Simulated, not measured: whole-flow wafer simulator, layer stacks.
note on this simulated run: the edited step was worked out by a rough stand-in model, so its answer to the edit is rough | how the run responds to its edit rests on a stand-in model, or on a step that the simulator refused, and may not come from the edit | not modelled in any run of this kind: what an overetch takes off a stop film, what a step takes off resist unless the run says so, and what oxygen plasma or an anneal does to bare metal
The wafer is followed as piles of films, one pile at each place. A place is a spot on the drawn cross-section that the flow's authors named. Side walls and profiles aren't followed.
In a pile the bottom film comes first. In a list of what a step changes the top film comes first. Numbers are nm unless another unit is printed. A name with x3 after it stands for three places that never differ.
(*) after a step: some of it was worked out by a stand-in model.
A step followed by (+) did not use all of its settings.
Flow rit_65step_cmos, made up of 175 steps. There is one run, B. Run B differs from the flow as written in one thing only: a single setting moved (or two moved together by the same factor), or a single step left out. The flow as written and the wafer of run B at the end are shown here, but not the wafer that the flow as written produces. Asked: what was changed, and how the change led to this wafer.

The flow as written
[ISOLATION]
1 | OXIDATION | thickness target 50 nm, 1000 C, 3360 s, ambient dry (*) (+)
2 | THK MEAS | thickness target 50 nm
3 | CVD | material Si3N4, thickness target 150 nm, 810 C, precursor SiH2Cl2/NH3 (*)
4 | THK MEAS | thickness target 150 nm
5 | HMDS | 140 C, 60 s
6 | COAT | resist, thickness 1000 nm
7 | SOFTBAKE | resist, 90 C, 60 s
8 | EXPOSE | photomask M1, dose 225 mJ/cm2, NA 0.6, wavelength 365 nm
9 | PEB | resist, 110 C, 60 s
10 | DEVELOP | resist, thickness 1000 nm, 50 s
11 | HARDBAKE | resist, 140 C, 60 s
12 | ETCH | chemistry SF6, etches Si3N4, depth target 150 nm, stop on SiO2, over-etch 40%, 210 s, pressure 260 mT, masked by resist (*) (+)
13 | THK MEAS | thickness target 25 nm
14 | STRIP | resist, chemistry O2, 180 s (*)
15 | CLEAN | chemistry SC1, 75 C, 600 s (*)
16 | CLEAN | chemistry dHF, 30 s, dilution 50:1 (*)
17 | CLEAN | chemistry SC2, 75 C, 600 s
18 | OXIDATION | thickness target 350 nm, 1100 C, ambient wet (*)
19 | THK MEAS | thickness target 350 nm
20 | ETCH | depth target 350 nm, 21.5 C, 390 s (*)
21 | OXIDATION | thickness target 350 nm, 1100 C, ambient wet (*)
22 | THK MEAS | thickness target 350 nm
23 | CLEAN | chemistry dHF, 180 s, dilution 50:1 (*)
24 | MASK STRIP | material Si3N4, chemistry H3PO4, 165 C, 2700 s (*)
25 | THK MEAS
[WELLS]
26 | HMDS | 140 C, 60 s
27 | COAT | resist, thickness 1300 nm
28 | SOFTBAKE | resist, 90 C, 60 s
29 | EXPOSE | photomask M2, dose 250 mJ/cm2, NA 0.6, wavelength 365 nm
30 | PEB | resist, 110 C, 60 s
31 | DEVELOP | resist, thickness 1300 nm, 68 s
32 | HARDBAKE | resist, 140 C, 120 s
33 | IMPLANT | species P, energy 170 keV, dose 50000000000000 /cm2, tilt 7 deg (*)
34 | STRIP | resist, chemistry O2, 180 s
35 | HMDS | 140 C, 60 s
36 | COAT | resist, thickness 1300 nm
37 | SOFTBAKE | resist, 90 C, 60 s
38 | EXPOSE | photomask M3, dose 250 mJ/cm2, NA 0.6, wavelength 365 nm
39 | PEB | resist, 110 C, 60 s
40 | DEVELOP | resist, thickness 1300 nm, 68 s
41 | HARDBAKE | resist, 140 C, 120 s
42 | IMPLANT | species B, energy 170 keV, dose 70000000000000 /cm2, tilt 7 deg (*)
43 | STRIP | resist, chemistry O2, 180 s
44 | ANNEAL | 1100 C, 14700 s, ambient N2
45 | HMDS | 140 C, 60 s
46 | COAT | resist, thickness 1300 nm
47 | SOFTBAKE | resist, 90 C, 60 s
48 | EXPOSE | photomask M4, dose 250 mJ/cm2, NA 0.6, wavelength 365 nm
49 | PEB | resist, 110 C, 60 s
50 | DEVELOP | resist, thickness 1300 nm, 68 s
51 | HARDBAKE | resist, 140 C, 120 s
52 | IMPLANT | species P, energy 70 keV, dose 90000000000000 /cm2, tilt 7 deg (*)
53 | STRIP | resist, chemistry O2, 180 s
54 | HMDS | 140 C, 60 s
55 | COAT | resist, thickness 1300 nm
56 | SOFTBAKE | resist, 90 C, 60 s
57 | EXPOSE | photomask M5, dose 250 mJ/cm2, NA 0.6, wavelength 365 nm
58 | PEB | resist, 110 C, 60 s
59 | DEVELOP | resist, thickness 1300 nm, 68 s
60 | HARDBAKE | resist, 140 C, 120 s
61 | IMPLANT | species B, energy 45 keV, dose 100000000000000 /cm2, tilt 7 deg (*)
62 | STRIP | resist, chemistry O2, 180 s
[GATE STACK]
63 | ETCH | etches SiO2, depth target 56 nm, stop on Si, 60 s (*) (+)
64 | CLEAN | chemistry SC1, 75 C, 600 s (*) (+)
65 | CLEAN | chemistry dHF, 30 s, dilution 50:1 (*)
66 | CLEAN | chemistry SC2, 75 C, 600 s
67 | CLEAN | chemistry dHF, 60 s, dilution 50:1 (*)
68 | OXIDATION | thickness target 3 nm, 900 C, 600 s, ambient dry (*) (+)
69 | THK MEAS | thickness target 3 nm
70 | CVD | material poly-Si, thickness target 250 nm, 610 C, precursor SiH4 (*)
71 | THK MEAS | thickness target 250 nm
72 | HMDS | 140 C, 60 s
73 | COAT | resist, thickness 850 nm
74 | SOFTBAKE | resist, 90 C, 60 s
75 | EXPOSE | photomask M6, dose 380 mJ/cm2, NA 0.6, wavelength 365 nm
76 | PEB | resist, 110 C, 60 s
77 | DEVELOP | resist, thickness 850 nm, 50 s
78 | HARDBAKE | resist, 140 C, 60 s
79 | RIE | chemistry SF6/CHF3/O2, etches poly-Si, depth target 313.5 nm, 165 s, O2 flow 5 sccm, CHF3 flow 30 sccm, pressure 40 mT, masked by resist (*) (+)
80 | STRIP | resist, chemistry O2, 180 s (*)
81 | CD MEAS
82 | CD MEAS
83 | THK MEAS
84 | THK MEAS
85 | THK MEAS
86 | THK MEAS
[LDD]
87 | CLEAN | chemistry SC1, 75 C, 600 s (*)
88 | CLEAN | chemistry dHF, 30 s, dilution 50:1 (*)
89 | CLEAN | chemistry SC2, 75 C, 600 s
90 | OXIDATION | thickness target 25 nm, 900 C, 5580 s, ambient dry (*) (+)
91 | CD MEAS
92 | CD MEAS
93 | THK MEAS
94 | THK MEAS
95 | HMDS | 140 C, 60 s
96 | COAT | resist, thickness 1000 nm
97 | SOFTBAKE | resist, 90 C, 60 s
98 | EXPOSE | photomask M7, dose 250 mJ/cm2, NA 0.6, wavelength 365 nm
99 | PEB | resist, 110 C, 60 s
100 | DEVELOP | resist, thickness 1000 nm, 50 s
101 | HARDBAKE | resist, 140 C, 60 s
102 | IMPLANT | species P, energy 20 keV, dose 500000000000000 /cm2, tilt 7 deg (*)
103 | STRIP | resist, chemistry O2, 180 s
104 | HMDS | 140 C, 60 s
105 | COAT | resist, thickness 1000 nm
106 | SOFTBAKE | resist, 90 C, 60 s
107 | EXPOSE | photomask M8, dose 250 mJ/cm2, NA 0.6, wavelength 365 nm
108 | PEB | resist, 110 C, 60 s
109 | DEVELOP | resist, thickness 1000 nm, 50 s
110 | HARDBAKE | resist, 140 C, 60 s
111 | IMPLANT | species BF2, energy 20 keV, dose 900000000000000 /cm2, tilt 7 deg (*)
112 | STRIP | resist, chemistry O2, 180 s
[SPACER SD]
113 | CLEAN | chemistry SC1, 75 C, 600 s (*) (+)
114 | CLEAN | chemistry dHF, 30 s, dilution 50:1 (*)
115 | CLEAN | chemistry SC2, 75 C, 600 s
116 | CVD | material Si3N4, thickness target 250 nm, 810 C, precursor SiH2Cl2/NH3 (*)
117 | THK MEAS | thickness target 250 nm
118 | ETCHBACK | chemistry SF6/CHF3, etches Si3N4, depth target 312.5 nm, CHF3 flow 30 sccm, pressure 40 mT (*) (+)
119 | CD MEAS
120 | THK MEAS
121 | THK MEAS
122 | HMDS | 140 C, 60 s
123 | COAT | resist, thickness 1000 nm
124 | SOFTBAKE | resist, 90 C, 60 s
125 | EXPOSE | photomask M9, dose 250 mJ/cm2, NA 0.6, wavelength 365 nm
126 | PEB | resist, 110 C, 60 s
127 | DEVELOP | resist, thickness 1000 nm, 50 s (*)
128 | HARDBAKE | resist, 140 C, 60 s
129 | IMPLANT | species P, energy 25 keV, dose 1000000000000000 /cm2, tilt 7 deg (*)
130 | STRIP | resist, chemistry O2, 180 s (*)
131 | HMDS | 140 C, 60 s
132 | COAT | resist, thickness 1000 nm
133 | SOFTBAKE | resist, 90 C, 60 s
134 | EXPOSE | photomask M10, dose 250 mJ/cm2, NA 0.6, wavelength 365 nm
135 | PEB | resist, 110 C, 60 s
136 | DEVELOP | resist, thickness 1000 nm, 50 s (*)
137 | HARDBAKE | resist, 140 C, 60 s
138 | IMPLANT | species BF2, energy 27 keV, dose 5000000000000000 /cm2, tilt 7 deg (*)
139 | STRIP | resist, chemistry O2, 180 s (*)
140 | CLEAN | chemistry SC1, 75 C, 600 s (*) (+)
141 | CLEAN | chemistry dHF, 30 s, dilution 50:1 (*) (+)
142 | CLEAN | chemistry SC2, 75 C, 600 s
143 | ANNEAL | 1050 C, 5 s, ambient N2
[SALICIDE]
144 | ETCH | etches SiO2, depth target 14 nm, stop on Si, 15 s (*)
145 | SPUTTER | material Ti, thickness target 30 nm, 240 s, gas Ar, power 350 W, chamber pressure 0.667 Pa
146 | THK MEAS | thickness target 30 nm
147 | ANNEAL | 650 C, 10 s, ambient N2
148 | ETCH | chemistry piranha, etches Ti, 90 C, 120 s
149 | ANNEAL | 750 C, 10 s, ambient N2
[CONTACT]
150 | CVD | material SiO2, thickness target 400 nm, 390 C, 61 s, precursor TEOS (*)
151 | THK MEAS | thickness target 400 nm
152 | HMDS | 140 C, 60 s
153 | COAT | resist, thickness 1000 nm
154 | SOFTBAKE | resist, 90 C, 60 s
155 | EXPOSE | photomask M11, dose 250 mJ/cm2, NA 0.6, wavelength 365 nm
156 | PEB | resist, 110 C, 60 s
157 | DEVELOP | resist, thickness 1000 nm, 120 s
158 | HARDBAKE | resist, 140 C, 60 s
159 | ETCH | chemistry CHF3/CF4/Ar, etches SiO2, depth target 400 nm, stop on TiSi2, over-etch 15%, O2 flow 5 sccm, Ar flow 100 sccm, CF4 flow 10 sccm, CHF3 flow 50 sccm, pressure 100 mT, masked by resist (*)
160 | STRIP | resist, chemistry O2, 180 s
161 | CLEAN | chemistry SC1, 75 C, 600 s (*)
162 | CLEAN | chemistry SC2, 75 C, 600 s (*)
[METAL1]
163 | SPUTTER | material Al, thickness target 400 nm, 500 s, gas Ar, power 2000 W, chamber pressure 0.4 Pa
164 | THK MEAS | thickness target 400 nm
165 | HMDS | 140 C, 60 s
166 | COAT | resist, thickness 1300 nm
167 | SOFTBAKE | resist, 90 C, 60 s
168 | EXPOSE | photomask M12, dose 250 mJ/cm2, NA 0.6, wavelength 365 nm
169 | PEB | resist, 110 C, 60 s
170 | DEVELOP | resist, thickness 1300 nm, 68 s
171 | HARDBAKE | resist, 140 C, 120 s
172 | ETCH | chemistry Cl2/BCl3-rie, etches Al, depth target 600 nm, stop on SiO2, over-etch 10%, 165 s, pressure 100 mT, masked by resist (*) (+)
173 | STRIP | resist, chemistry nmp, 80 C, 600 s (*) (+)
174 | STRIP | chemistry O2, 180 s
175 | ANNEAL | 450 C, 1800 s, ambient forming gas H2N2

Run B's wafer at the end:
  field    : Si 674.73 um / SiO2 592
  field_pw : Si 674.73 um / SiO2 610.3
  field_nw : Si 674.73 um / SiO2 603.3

The reason: step 20, ETCH: 166 s was run, while the flow as written has 390 s.

How this came from the change, step by step:
  20 | ETCH | depth target 350 nm, 21.5 C, 390 s (*)
      field, field_p: -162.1 SiO2 (as written it would have been: -351.3 SiO2 (all of it), -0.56 Si)
      field_pw, field_nw: -162.1 SiO2 (as written it would have been: -355.4 SiO2 (all of it), -0.49 Si)
      (also at 10 further places)
  21 | OXIDATION | thickness target 350 nm, 1100 C, ambient wet (*)
      field, field_p: +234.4 SiO2, -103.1 Si (as written it would have been: +350 SiO2 (new film), -154 Si)
      field_pw, field_nw: +232.5 SiO2, -102.3 Si (as written it would have been: +350 SiO2 (new film), -154 Si)
  24 | MASK STRIP | material Si3N4, chemistry H3PO4, 165 C, 2700 s (*)
      active_n, active_p, gate_n and 7 more: -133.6 Si3N4 (all of it), -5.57 SiO2 (as written it would have been: -130.8 Si3N4 (all of it), -5.68 SiO2)
  27 | COAT | resist, thickness 1300 nm
      field_pw, field_nw: +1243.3 resist (new film) (as written it would have been: +1313 resist (new film))
      field: +1224.1 resist (new film) (as written it would have been: +1315.7 resist (new film))
      (also at 1 further place)
  30 | PEB | resist, 110 C, 60 s
      field, field_p: -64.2 resist (as written it would have been: -69.2 resist)
      field_pw, field_nw: -65.4 resist (as written it would have been: -69.1 resist)
  31 | DEVELOP | resist, thickness 1300 nm, 68 s
      field_nw: -1177.9 resist (all of it) (as written it would have been: -1243.9 resist (all of it))
      field_p: -1160.1 resist (all of it) (as written it would have been: -1246.4 resist (all of it))
  32 | HARDBAKE | resist, 140 C, 120 s
      field: -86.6 resist (as written it would have been: -94 resist)
      field_pw: -88.8 resist (as written it would have been: -93.8 resist)
  34 | STRIP | resist, chemistry O2, 180 s
      field: -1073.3 resist (all of it) (as written it would have been: -1152.5 resist (all of it))
      field_pw: -1089.1 resist (all of it) (as written it would have been: -1150.2 resist (all of it))
  36 | COAT | resist, thickness 1300 nm
      field_pw, field_nw: +1243.3 resist (new film) (as written it would have been: +1313 resist (new film))
      field: +1224.1 resist (new film) (as written it would have been: +1315.7 resist (new film))
      (also at 1 further place)
  39 | PEB | resist, 110 C, 60 s
      field, field_p: -64.2 resist (as written it would have been: -69.2 resist)
      field_pw, field_nw: -65.4 resist (as written it would have been: -69.1 resist)
  40 | DEVELOP | resist, thickness 1300 nm, 68 s
      field: -1159.9 resist (all of it) (as written it would have been: -1246.5 resist (all of it))
      field_pw: -1177.9 resist (all of it) (as written it would have been: -1243.9 resist (all of it))
  41 | HARDBAKE | resist, 140 C, 120 s
      field_nw: -88.8 resist (as written it would have been: -93.8 resist)
      field_p: -86.6 resist (as written it would have been: -94 resist)
  43 | STRIP | resist, chemistry O2, 180 s
      field_nw: -1089.1 resist (all of it) (as written it would have been: -1150.2 resist (all of it))
      field_p: -1073.5 resist (all of it) (as written it would have been: -1152.5 resist (all of it))
  46 | COAT | resist, thickness 1300 nm
      field_pw, field_nw: +1243.3 resist (new film) (as written it would have been: +1313 resist (new film))
      field: +1224.1 resist (new film) (as written it would have been: +1315.7 resist (new film))
      (also at 1 further place)
  49 | PEB | resist, 110 C, 60 s
      field, field_p: -64.2 resist (as written it would have been: -69.2 resist)
      field_pw, field_nw: -65.4 resist (as written it would have been: -69.1 resist)
  50 | DEVELOP | resist, thickness 1300 nm, 68 s
      field_nw: -1177.9 resist (all of it) (as written it would have been: -1243.9 resist (all of it))
      field_p: -1160.1 resist (all of it) (as written it would have been: -1246.4 resist (all of it))
  ... 37 further steps ...
  170 | DEVELOP | resist, thickness 1300 nm, 68 s
      field: -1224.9 resist (all of it) (as written it would have been: -1316.6 resist (all of it))
      field_pw: -1217.8 resist (all of it) (as written it would have been: -1285.5 resist (all of it))
      (also at 2 further places)
